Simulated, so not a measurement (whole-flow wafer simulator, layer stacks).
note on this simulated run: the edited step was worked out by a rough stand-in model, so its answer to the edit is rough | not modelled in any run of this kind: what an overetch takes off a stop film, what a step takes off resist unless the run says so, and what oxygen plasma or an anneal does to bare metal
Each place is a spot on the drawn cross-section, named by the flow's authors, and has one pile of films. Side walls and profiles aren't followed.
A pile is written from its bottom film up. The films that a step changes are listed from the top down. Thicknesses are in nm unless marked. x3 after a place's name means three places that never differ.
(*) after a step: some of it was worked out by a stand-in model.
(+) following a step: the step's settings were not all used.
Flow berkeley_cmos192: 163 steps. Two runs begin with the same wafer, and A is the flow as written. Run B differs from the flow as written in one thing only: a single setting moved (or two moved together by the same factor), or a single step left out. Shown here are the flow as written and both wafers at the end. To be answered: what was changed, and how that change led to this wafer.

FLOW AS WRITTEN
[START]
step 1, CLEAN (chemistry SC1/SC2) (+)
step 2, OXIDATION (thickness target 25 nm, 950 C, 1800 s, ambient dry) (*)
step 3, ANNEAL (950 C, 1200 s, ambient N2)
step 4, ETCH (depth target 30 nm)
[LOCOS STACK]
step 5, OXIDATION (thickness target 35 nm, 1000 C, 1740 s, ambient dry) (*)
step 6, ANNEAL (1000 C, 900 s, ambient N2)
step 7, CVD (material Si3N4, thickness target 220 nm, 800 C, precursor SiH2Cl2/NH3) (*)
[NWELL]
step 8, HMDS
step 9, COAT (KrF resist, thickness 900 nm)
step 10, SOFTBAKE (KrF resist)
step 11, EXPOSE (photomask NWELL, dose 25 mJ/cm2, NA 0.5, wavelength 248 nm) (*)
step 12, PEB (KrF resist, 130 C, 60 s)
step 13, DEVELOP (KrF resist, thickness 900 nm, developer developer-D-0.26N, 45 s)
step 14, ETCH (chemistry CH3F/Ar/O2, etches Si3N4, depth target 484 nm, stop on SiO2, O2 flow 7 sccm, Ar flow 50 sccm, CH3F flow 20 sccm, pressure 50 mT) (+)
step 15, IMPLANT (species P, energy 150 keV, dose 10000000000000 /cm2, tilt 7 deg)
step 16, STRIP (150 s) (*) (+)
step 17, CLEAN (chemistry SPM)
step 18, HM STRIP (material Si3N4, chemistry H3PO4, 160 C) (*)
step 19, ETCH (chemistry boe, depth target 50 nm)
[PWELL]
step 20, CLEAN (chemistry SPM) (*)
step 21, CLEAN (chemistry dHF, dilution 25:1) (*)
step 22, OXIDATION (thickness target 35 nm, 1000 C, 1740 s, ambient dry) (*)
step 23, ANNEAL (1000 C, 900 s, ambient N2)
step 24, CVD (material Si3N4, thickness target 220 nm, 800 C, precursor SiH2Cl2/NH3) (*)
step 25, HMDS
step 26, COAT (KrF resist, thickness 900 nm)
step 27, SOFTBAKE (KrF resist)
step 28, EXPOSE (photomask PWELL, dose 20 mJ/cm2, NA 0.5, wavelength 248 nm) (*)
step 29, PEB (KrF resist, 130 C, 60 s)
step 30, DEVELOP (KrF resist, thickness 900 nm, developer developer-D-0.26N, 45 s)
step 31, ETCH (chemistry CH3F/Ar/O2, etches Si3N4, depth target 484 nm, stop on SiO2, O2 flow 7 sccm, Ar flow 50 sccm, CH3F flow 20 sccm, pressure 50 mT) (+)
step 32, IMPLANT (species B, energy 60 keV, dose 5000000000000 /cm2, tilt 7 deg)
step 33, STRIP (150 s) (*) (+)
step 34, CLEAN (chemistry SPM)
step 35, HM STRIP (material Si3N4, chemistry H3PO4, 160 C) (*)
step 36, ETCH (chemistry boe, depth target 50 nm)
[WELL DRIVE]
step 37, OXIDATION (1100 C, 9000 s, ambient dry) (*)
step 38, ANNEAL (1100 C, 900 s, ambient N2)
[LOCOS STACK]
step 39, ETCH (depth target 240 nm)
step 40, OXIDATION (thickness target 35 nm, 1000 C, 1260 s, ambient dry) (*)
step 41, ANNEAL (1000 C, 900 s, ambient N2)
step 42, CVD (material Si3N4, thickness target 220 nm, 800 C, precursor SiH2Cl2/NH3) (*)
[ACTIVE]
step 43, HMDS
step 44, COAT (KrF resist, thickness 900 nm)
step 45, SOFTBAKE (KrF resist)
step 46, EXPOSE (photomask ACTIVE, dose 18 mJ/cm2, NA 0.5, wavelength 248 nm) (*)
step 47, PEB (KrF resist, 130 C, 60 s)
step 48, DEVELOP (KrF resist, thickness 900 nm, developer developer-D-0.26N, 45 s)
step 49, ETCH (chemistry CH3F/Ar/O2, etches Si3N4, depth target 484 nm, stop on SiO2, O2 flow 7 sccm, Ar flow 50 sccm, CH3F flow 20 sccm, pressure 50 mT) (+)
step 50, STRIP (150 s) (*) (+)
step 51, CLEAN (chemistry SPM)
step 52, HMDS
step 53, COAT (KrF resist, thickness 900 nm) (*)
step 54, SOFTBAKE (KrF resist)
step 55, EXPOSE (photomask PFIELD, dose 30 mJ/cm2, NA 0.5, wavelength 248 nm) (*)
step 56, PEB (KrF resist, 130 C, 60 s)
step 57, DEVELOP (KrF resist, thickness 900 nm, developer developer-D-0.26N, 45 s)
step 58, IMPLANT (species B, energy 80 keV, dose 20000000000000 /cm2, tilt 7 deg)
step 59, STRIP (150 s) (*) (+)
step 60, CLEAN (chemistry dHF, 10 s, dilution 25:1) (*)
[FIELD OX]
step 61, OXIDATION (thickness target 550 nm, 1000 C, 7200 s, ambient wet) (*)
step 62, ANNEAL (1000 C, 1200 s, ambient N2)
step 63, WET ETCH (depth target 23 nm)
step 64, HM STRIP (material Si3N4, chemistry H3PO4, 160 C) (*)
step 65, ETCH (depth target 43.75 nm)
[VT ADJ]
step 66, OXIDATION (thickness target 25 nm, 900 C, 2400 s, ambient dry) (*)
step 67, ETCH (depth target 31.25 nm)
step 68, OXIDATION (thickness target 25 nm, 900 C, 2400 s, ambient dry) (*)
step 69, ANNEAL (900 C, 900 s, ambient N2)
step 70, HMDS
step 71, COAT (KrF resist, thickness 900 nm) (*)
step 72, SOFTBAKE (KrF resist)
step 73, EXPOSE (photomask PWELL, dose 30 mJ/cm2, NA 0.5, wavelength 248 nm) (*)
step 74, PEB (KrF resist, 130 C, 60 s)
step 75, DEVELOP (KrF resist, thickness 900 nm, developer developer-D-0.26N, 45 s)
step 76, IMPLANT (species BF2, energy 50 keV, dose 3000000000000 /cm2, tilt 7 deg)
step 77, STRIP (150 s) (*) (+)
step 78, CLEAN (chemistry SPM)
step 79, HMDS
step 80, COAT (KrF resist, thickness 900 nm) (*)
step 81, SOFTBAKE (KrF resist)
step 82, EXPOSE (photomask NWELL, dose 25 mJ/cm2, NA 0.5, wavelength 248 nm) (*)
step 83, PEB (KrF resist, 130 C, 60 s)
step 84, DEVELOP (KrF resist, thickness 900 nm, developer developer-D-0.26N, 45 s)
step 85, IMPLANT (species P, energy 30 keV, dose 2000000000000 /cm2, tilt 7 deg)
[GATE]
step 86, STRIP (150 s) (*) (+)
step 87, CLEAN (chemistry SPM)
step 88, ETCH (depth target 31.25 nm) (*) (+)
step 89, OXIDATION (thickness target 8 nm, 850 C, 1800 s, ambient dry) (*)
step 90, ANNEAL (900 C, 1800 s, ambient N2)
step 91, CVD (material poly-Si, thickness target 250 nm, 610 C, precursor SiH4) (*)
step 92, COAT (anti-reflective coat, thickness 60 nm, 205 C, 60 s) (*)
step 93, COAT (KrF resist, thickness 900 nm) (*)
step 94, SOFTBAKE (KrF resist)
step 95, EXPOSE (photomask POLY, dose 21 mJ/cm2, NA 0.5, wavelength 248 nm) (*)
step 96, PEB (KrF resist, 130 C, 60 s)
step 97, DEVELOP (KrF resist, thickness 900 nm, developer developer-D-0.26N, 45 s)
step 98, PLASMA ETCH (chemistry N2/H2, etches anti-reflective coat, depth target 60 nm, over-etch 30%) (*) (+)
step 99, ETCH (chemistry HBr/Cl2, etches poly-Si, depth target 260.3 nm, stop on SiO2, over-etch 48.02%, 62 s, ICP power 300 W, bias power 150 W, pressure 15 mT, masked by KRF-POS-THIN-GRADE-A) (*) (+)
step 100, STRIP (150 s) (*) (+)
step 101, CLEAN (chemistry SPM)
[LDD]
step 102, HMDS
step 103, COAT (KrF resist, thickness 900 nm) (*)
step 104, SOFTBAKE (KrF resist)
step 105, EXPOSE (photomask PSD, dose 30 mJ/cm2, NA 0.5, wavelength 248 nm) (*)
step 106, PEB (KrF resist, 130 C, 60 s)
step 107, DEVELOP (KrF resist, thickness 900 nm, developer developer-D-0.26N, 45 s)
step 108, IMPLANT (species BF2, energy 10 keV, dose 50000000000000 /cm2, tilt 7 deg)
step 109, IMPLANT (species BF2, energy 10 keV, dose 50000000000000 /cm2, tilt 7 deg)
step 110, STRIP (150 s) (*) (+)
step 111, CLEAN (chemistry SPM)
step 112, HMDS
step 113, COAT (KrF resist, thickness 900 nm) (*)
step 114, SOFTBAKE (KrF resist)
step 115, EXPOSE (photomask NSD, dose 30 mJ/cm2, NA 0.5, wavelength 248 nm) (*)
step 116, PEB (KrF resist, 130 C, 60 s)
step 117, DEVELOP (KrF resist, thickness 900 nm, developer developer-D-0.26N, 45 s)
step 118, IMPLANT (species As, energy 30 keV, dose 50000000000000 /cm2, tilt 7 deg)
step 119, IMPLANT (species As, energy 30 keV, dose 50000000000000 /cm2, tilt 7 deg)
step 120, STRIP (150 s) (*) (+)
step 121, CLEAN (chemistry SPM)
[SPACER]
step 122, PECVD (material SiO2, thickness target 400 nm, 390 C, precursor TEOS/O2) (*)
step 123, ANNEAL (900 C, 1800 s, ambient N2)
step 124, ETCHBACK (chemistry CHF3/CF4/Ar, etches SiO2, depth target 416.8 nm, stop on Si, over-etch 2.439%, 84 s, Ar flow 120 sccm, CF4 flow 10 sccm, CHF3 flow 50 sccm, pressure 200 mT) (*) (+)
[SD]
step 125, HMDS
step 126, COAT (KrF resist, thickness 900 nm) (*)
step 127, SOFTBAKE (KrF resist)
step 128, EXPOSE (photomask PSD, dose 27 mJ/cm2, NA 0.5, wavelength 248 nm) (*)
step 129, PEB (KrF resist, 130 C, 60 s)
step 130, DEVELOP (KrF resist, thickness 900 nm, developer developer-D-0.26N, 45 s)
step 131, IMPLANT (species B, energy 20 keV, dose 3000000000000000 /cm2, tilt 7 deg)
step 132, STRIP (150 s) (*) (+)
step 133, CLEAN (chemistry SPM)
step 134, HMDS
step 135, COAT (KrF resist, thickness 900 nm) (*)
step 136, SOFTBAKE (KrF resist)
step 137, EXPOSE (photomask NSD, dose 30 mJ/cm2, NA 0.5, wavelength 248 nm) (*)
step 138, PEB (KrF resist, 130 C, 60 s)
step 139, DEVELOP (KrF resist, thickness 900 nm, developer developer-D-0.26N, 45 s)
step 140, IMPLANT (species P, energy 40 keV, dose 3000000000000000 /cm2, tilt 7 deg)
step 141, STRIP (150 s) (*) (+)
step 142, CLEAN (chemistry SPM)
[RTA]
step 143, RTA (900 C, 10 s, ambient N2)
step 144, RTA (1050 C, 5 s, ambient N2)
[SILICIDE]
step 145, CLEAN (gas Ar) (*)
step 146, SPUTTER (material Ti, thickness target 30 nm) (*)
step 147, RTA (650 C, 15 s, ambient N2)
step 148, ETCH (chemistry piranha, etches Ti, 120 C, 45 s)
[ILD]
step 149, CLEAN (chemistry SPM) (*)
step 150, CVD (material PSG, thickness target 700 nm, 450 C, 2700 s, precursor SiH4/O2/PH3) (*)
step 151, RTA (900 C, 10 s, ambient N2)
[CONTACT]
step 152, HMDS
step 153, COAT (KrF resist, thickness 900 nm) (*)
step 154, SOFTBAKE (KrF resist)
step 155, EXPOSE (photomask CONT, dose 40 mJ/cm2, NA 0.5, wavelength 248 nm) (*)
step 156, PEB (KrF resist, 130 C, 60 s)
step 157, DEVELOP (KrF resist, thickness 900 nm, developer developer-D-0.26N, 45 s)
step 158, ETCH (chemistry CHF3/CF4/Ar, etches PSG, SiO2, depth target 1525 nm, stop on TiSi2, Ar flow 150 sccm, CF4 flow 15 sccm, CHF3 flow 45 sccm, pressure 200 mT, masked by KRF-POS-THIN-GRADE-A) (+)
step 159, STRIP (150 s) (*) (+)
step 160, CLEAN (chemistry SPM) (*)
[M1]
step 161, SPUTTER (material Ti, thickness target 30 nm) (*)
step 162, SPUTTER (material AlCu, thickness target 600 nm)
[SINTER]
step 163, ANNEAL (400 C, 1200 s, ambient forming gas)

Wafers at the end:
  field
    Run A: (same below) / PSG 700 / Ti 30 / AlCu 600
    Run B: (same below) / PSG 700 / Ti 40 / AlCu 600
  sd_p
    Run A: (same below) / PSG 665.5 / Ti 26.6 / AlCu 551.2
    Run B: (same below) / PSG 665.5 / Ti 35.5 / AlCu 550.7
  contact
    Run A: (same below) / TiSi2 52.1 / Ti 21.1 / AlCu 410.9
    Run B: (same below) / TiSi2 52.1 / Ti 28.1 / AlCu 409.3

What caused this: step 161, SPUTTER: thickness target 40 nm was run, whereas the flow has thickness target 30 nm.
One can read it off the wafer: field has Ti 40, and step 161 as written asks for 30 nm.

How this came from the change, step by step:
  step 161, SPUTTER (material Ti, thickness target 30 nm) (*)
      field, sd_n, spacer_n, gate, spacer_p, gate_p, m1: A +30 Ti (new film) | B +40 Ti (new film)
      sd_p: A +26.6 Ti (new film) | B +35.5 Ti (new film)
      (as well as at 1 more place)
